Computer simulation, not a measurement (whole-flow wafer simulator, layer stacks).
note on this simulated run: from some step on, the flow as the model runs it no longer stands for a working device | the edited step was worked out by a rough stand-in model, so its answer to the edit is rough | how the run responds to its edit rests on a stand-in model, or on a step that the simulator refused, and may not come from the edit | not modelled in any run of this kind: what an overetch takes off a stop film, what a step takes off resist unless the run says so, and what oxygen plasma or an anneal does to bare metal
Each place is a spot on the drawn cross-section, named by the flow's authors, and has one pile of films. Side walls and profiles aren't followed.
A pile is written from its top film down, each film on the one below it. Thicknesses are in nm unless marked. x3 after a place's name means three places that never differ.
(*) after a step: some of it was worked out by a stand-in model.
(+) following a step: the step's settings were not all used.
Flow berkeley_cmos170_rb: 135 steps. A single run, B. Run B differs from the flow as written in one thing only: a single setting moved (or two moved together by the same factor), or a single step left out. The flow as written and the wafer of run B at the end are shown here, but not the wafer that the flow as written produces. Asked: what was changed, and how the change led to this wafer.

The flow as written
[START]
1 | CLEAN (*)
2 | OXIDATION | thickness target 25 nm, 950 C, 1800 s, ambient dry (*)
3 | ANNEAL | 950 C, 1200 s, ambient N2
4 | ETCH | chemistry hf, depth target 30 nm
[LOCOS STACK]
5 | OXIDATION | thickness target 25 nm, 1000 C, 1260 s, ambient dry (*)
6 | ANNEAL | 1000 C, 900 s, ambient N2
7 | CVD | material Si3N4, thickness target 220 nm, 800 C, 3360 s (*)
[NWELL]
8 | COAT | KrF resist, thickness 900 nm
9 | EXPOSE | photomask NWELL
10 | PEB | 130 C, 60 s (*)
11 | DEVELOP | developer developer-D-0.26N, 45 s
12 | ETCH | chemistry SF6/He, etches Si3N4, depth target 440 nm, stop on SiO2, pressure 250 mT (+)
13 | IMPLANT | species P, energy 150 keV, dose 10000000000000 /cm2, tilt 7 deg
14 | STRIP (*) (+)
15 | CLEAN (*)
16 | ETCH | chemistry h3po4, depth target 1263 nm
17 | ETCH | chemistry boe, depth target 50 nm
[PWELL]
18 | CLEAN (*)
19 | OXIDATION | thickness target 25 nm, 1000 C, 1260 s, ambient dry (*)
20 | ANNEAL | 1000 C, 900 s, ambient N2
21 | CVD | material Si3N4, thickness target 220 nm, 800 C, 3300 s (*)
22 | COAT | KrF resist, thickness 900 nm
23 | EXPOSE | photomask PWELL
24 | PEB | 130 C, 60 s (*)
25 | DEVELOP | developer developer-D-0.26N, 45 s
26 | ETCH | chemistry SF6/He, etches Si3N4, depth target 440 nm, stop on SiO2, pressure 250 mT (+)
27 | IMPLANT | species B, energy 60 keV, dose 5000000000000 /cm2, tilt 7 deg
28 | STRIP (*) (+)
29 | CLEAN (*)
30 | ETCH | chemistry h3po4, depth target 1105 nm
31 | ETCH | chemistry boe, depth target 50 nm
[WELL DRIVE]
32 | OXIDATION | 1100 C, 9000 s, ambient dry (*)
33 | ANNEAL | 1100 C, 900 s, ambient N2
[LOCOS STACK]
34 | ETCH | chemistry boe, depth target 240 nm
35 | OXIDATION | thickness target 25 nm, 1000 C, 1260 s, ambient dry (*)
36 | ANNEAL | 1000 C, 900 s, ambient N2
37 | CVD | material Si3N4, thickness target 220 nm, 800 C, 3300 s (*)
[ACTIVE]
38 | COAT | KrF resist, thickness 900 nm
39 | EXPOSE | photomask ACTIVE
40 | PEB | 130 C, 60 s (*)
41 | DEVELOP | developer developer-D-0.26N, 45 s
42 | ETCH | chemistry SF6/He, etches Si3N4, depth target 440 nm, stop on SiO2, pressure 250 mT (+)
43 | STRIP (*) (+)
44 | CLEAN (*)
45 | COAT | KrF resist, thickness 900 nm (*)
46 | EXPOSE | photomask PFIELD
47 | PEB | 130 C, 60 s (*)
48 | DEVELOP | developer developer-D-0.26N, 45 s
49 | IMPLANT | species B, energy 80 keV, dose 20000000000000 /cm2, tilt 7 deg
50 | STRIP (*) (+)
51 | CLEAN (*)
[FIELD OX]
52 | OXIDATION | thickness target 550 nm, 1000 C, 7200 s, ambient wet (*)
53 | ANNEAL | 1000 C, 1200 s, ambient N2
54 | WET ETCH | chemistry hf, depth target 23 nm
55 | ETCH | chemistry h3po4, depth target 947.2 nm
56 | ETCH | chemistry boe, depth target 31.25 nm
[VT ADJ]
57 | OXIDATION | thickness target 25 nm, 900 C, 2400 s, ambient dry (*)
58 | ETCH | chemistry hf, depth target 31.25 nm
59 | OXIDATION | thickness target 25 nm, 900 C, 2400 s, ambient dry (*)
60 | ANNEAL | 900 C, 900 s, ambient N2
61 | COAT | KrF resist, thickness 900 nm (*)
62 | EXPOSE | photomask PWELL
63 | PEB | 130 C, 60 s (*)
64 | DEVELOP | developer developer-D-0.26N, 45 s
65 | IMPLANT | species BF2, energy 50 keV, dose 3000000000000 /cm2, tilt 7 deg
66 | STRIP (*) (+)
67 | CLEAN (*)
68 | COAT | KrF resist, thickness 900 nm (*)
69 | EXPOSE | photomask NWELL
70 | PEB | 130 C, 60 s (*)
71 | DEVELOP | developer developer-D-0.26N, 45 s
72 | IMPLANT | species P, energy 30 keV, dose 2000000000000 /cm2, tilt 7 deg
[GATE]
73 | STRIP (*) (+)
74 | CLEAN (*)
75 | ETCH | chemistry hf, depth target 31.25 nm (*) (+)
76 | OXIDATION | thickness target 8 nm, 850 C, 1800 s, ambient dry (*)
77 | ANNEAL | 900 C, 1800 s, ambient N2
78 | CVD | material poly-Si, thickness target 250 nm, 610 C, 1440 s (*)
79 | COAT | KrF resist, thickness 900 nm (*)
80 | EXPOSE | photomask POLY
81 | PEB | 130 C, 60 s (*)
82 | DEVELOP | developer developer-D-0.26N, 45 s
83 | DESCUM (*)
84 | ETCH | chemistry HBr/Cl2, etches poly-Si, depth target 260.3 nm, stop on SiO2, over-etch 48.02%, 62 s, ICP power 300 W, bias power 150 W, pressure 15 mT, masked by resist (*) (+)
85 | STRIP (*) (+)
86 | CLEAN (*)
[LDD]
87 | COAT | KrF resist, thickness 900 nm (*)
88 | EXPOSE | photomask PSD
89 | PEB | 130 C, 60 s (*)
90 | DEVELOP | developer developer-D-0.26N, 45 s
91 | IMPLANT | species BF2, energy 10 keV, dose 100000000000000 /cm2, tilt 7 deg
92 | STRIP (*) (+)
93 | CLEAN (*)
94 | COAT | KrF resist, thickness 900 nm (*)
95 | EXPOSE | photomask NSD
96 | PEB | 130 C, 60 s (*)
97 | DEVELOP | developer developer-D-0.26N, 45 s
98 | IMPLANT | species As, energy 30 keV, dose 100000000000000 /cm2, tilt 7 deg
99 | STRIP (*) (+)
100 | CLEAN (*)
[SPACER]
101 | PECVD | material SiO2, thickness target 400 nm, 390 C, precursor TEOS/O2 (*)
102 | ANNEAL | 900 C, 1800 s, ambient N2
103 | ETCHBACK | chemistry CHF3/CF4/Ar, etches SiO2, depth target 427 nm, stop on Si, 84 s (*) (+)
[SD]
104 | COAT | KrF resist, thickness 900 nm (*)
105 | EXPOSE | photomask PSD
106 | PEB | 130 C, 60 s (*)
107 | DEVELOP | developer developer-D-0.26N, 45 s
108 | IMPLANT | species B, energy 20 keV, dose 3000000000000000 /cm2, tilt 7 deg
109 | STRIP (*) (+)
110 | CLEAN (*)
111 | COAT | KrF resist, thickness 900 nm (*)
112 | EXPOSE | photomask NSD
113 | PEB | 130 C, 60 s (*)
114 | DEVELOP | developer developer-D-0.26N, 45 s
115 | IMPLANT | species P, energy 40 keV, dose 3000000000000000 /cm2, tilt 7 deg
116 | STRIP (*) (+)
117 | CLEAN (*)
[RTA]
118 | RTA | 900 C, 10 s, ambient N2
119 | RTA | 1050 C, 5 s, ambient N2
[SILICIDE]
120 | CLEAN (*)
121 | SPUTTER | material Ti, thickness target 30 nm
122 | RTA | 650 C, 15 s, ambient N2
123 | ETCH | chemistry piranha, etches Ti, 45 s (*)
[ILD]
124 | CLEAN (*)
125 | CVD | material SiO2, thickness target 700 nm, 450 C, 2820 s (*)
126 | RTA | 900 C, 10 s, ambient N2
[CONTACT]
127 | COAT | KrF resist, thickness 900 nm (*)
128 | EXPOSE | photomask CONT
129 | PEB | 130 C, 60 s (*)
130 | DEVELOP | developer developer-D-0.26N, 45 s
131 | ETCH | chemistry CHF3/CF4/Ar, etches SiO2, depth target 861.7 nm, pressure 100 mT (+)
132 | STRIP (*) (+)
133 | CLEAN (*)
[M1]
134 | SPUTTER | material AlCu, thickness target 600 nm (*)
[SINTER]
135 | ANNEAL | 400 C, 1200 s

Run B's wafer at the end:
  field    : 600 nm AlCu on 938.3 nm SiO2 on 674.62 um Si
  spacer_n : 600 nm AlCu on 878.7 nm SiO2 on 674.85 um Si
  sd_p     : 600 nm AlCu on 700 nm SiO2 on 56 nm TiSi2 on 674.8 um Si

Cause: step 101, PECVD: thickness target 180 nm was run, while the flow as written has thickness target 400 nm.

How this came from the change, step by step:
  101 | PECVD | material SiO2, thickness target 400 nm, 390 C, precursor TEOS/O2 (*)
      field, sd_n, contact, m1: SiO2 gains 180 (in the flow as written it would be: SiO2 gains 400)
      gate, gate_p: SiO2 gains 180 (new film) (in the flow as written it would be: SiO2 gains 400 (new film))
      (as well as at 3 more places)
  103 | ETCHBACK | chemistry CHF3/CF4/Ar, etches SiO2, depth target 427 nm, stop on Si, 84 s (*) (+)
      spacer_n, spacer_p: nothing (in the flow as written it would be: SiO2 loses 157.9)
      sd_n, contact, m1: SiO2 loses 186.1 (all of it) (in the flow as written it would be: SiO2 loses 406.1 (all of it))
      (as well as at 3 more places)
  104 | COAT | KrF resist, thickness 900 nm (*)
      field: KrF resist gains 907 (new film) (in the flow as written it would be: KrF resist gains 769.1 (new film))
      sd_n: KrF resist gains 905.6 (new film) (in the flow as written it would be: KrF resist gains 982.1 (new film))
      (as well as at 5 more places)
  107 | DEVELOP | developer developer-D-0.26N, 45 s
      sd_p: KrF resist loses 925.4 (all of it) (in the flow as written it would be: KrF resist loses 990.7 (all of it))
      gate_p: KrF resist loses 694.2 (all of it) (in the flow as written it would be: KrF resist loses 743.2 (all of it))
  109 | STRIP (*) (+)
      field: KrF resist loses 892.8 (all of it) (in the flow as written it would be: KrF resist loses 754.9 (all of it))
      sd_n: KrF resist loses 891.4 (all of it) (in the flow as written it would be: KrF resist loses 967.9 (all of it))
      (as well as at 3 more places)
  111 | COAT | KrF resist, thickness 900 nm (*)
      field: KrF resist gains 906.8 (new film) (in the flow as written it would be: KrF resist gains 769.1 (new film))
      sd_n: KrF resist gains 905.6 (new film) (in the flow as written it would be: KrF resist gains 982.1 (new film))
      (as well as at 5 more places)
  114 | DEVELOP | developer developer-D-0.26N, 45 s
      sd_n: KrF resist loses 905.6 (all of it) (in the flow as written it would be: KrF resist loses 982.1 (all of it))
      gate: KrF resist loses 694.1 (all of it) (in the flow as written it would be: KrF resist loses 742.1 (all of it))
      (as well as at 1 more place)
  116 | STRIP (*) (+)
      field: KrF resist loses 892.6 (all of it) (in the flow as written it would be: KrF resist loses 754.9 (all of it))
      sd_p: KrF resist loses 911.2 (all of it) (in the flow as written it would be: KrF resist loses 976.5 (all of it))
      (as well as at 2 more places)
  121 | SPUTTER | material Ti, thickness target 30 nm
      sd_p: Ti gains 30 (new film) (in the flow as written it would be: Ti gains 27.1 (new film))
  122 | RTA | 650 C, 15 s, ambient N2
      sd_p: Ti loses 23.4, TiSi first gains 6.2 (new film), TiSi2 C49 gains 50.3 (new film), Si loses 49 (in the flow as written it would be: Ti loses 21.1, TiSi first gains 0.61 (new film), TiSi2 C49 gains 52.9 (new film), Si loses 47.6)
  123 | ETCH | chemistry piranha, etches Ti, 45 s (*)
      sd_p: Ti loses 6.6 (all of it) (in the flow as written it would be: Ti loses 5.96 (all of it))
  126 | RTA | 900 C, 10 s, ambient N2
      sd_p: under 1 film: TiSi2 gains 56 (new film), TiSi first loses 6.2 (all of it), TiSi2 C49 loses 50.3 (all of it), Si loses 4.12 (in the flow as written it would be: under 1 film: TiSi2 gains 50.7 (new film), TiSi first loses 0.61 (all of it), TiSi2 C49 loses 52.9 (all of it), Si loses 0.41)
  127 | COAT | KrF resist, thickness 900 nm (*)
      field: KrF resist gains 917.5 (new film) (in the flow as written it would be: KrF resist gains 804.9 (new film))
      sd_n: KrF resist gains 910.2 (new film) (in the flow as written it would be: KrF resist gains 1010 (new film))
      (as well as at 7 more places)
  130 | DEVELOP | developer developer-D-0.26N, 45 s
      contact: KrF resist loses 905 (all of it) (in the flow as written it would be: KrF resist loses 979.7 (all of it))
  132 | STRIP (*) (+)
      field: KrF resist loses 687.9 (all of it) (in the flow as written it would be: KrF resist loses 575.3 (all of it))
      sd_n: KrF resist loses 680.6 (all of it) (in the flow as written it would be: KrF resist loses 780.4 (all of it))
      (as well as at 6 more places)
  134 | SPUTTER | material AlCu, thickness target 600 nm (*)
      sd_p: AlCu gains 600 (new film) (in the flow as written it would be: AlCu gains 545.9 (new film))
